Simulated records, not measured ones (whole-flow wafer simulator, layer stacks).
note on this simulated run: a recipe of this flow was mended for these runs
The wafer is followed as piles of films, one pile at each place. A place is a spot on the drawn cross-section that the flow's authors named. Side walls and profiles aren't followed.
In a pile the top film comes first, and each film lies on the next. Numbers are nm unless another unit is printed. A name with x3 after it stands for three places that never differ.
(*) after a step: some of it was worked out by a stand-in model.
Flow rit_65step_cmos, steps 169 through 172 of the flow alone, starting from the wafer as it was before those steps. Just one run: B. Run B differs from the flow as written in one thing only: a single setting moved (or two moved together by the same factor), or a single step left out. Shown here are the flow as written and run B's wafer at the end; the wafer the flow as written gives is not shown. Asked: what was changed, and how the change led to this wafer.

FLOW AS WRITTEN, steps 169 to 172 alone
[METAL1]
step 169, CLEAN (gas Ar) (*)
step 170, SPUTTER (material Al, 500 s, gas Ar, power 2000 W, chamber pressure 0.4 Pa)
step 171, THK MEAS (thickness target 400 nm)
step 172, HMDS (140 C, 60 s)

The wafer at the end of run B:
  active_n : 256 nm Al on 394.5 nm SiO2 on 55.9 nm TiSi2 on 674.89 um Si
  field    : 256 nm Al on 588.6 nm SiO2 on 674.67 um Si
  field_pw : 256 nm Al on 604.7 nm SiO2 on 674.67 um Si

The reason: step 170, SPUTTER: power 1280 W was run, though the flow has power 2000 W.

How this came from the change, step by step:
  step 170, SPUTTER (material Al, 500 s, gas Ar, power 2000 W, chamber pressure 0.4 Pa)
      field, field_pw, field_nw and 10 more: Al gains 256 (new film) (in the flow as written it would be: Al gains 400 (new film))
      contact: Al gains 168.3 (new film) (in the flow as written it would be: Al gains 255.4 (new film))
